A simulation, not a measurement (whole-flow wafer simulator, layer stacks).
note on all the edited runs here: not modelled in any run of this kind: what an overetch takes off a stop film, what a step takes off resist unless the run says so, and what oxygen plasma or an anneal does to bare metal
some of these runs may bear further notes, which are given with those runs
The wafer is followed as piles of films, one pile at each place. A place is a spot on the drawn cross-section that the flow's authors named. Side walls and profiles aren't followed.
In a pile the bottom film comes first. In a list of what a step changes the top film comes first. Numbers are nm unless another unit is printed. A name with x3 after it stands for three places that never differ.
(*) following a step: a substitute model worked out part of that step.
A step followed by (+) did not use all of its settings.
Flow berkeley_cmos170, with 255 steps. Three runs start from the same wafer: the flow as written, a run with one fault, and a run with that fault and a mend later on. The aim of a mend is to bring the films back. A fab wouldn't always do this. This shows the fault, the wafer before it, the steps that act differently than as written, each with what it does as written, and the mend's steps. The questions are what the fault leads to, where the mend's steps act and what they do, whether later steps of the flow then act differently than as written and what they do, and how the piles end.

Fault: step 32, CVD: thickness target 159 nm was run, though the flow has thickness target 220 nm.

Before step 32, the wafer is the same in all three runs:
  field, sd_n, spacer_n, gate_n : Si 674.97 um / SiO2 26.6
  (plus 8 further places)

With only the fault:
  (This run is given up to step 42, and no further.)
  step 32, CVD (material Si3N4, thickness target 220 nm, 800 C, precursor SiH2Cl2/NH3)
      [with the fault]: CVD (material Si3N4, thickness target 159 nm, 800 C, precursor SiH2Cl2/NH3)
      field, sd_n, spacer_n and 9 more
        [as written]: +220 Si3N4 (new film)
        [with the fault]: +159 Si3N4 (new film)
  Steps further on in the flow that do not act as written:
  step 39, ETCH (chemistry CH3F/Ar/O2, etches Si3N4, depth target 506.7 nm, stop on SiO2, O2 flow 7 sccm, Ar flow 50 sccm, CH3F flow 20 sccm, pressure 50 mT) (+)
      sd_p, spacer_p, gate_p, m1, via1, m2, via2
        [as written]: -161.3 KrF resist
        [with the fault]: -120.7 KrF resist
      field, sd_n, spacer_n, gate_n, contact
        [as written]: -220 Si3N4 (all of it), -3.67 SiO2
        [with the fault]: -159 Si3N4 (all of it), -3.67 SiO2
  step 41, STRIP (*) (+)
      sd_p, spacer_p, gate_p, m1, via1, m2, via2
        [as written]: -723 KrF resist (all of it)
        [with the fault]: -763.7 KrF resist (all of it)
  The piles after step 42 differ from the flow's at sd_p, spacer_p, gate_p, m1, via1, m2, via2 by more than 2% or 0.5 nm, whichever is larger.
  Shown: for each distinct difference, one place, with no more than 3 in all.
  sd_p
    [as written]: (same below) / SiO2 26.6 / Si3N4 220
    [with the fault]: (same below) / SiO2 26.6 / Si3N4 159

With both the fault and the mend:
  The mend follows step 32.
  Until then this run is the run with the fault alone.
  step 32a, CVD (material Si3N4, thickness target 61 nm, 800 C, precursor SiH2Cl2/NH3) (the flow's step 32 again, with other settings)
      field, sd_n, spacer_n and 9 more
        +61 Si3N4
  Every later step of the flow that is run acts as written at every place that is followed.
  At every place that both follow, the piles at the end match the flow's.
